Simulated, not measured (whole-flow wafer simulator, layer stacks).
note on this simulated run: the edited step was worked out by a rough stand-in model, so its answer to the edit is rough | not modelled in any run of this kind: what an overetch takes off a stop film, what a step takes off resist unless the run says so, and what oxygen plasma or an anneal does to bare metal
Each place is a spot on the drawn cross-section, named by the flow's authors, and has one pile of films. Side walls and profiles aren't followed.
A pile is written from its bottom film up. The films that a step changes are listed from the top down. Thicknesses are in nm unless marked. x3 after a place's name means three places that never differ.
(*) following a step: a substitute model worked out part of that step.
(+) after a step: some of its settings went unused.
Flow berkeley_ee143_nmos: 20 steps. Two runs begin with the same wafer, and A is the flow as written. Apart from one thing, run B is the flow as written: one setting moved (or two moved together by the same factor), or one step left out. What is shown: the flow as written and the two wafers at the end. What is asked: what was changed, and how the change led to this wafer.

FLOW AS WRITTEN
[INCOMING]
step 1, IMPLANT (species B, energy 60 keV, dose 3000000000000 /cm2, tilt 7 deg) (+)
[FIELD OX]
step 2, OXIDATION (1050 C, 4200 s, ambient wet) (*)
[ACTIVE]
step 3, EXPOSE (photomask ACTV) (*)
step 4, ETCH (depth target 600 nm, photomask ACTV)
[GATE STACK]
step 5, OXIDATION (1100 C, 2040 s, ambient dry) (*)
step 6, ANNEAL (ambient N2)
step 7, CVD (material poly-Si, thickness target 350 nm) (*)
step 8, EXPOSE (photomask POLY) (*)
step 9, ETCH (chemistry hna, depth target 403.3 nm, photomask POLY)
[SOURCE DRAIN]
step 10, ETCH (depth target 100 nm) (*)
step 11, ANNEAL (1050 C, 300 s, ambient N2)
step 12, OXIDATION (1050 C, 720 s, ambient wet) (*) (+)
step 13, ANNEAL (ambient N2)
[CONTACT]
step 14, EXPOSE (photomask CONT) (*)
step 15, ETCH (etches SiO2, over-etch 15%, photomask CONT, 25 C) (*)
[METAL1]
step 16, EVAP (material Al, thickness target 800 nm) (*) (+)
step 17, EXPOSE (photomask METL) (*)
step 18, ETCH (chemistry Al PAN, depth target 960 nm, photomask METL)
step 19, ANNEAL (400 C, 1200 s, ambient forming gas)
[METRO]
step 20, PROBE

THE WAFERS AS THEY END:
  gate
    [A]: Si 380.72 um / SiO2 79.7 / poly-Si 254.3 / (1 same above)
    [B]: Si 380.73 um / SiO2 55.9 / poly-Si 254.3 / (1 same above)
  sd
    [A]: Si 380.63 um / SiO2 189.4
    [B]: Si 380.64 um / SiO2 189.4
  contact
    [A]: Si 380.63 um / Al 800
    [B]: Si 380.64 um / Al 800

Cause: step 5, OXIDATION: 1122 s was run, though the flow has 2040 s.

The path from the change to this, step by step:
  step 5, OXIDATION (1100 C, 2040 s, ambient dry) (*)
      gate, sd, contact: A +79.7 SiO2 (new film), -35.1 Si | B +55.9 SiO2 (new film), -24.6 Si
      field: A +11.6 SiO2, -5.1 Si | B +6.41 SiO2, -2.82 Si
  step 10, ETCH (depth target 100 nm) (*)
      sd, contact: A -79.7 SiO2 (all of it) | B -55.9 SiO2 (all of it)
